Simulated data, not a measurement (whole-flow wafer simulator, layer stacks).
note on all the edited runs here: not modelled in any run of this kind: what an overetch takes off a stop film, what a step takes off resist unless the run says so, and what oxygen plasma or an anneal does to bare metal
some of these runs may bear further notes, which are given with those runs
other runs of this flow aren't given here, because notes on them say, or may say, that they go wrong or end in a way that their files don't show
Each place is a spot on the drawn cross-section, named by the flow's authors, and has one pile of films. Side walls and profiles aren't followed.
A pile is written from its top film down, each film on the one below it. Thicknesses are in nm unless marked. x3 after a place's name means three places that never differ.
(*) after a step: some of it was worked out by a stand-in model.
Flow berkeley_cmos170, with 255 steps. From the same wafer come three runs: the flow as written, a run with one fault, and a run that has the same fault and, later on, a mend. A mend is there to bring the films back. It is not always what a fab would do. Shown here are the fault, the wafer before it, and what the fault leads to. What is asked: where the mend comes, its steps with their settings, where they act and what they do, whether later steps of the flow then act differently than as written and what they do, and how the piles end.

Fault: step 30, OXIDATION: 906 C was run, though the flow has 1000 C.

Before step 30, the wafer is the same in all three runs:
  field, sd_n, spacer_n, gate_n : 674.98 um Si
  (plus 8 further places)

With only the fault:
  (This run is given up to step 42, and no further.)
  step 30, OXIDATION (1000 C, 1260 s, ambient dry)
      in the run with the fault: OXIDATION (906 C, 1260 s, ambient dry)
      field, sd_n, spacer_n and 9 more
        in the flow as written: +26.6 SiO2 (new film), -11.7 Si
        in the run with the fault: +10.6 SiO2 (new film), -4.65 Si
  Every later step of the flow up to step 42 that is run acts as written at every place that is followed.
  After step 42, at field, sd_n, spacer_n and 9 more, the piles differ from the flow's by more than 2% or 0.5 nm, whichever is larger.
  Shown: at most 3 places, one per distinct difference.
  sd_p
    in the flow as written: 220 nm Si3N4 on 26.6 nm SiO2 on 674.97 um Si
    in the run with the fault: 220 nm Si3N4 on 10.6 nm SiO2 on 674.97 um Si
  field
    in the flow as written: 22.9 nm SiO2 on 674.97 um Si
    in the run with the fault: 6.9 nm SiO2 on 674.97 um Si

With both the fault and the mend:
  After step 31 comes the mend.
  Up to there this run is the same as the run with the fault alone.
  step 31a, ETCH (depth target 12.14 nm)
      field, sd_n, spacer_n and 9 more
        -10.6 SiO2 (all of it)
  step 31b, CLEAN (chemistry SPM) (*) (the flow's step 25, run once more)
      field, sd_n, spacer_n and 9 more
        +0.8 chemical SiO2 (new film), -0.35 Si
  step 31c, OXIDATION (1000 C, 1260 s, ambient dry) (the flow's step 30, run once more)
      field, sd_n, spacer_n and 9 more
        +26.7 SiO2 (new film), -0.8 chemical SiO2 (all of it), -11.4 Si
  Every later step of the flow that is run acts as written, at every place that is followed, to within 2% or 0.5 nm, whichever is larger.
  At the end the piles are close to the flow's at the places that both follow, differing by at most 2% or 0.5 nm, whichever is larger.
